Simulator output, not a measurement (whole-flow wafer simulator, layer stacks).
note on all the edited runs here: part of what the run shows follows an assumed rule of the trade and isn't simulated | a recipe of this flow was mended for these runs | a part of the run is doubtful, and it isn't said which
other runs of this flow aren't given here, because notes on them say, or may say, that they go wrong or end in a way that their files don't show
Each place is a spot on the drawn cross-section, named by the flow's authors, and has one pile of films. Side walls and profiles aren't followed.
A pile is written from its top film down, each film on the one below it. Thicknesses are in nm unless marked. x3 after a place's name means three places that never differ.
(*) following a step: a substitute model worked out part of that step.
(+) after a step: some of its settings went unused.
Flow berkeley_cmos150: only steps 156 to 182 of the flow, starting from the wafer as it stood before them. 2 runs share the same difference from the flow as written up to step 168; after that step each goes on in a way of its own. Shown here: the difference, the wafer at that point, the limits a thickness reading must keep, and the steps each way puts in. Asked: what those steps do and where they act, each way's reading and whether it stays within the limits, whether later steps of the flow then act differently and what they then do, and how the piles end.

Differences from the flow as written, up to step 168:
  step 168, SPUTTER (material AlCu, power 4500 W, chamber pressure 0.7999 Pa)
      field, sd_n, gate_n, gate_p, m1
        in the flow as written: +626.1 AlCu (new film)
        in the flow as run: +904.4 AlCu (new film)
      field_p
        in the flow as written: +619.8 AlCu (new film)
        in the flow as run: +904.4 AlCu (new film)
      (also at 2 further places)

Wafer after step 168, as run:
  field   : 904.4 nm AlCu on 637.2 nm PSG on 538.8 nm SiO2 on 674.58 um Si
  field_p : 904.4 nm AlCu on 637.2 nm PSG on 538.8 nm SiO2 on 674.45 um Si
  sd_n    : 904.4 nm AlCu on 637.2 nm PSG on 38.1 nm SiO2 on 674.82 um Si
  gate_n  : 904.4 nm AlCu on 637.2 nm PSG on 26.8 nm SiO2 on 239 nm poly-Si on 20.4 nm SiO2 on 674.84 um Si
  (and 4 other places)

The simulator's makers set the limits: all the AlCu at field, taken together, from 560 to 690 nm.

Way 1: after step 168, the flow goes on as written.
  The reading taken after step 168 is 904.4 nm, which is outside the limits.
  Later steps of the flow acting differently than as written (not shown: 1 more step that differs only slightly, by at most 2% or 0.5 nm, whichever is larger):
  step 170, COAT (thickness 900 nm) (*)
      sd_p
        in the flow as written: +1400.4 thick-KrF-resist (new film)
        going this way: +1487.3 thick-KrF-resist (new film)
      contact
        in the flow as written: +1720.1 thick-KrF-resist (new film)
        going this way: +1810.5 thick-KrF-resist (new film)
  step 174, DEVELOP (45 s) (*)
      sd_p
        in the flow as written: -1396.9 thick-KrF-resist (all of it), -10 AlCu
        going this way: -1483.4 thick-KrF-resist (all of it), -10 AlCu
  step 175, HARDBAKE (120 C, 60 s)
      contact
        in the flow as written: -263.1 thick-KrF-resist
        going this way: -276.9 thick-KrF-resist
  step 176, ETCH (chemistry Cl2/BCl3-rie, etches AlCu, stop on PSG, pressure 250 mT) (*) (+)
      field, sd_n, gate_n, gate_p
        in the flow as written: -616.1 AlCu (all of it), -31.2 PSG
        going this way: -894.4 AlCu (all of it), -31.2 PSG
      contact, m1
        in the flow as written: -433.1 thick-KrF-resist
        going this way: -572.2 thick-KrF-resist
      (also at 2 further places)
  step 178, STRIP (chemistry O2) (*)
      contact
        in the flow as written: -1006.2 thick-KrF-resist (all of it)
        going this way: -943.3 thick-KrF-resist (all of it)
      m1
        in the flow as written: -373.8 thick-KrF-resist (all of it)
        going this way: -234.1 thick-KrF-resist (all of it)
  The piles end different from the flow's at sd_p, contact, m1 by more than 2% or 0.5 nm, whichever is larger.
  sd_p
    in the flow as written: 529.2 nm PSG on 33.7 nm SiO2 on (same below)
    going this way: 518.2 nm PSG on 33.7 nm SiO2 on (same below)
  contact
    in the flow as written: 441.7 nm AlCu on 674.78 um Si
    going this way: 625.6 nm AlCu on 674.78 um Si
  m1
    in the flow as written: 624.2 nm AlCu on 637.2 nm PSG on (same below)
    going this way: 902.5 nm AlCu on 637.2 nm PSG on (same below)

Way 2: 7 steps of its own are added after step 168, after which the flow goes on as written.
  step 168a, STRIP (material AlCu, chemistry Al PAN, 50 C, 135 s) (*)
      field, field_p, sd_n, gate_n, gate_p, m1
        -904.4 AlCu (all of it)
      sd_p
        -661.5 AlCu (all of it)
      contact
        -627.5 AlCu (all of it)
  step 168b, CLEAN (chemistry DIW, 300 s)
      alters no film at any place that is followed
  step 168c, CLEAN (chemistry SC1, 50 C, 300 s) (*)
      field, field_p, sd_n, gate_n, sd_p, gate_p, m1
        -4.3 PSG
      contact
        +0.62 chemical SiO2 (new film), -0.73 Si
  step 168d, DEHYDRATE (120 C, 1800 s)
      alters no film at any place that is followed
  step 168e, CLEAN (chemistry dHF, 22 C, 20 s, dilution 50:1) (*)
      field, field_p, sd_n, gate_n, sd_p, gate_p, m1
        -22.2 PSG
      contact
        -0.62 chemical SiO2 (all of it)
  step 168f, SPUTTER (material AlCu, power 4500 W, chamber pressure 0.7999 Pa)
      field, sd_n, gate_n, gate_p, m1
        +626.1 AlCu (new film)
      field_p
        +619.8 AlCu (new film)
      sd_p
        +471.4 AlCu (new film)
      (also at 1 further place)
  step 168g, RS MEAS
      alters no film at any place that is followed
  The reading taken after step 168g is 626.1 nm, which is within the limits.
  Later steps of the flow acting differently than as written:
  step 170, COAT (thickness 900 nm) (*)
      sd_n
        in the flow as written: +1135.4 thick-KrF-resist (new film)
        going this way: +942 thick-KrF-resist (new film)
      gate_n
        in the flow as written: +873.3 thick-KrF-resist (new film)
        going this way: +855.8 thick-KrF-resist (new film)
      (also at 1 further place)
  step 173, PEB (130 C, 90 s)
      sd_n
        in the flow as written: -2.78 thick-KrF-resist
        going this way: -2.21 thick-KrF-resist
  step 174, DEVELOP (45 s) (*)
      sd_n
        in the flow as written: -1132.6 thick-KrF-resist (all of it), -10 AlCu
        going this way: -939.7 thick-KrF-resist (all of it), -10 AlCu
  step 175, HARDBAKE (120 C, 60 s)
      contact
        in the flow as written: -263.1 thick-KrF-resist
        going this way: -257.7 thick-KrF-resist
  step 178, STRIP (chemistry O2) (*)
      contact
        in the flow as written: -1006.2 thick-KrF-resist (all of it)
        going this way: -976.5 thick-KrF-resist (all of it)
  The piles end different from the flow's at field, field_p, sd_n, gate_n, sd_p, gate_p, contact, m1 by more than 2% or 0.5 nm, whichever is larger.
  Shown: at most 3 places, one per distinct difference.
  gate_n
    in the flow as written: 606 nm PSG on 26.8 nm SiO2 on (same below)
    going this way: 579.4 nm PSG on 26.8 nm SiO2 on (same below)
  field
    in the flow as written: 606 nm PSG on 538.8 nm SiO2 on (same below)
    going this way: 579.4 nm PSG on 538.8 nm SiO2 on (same below)
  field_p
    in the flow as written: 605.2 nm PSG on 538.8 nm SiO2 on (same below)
    going this way: 578.6 nm PSG on 538.8 nm SiO2 on (same below)

Keeping within the limits: way 2. Outside them: way 1.
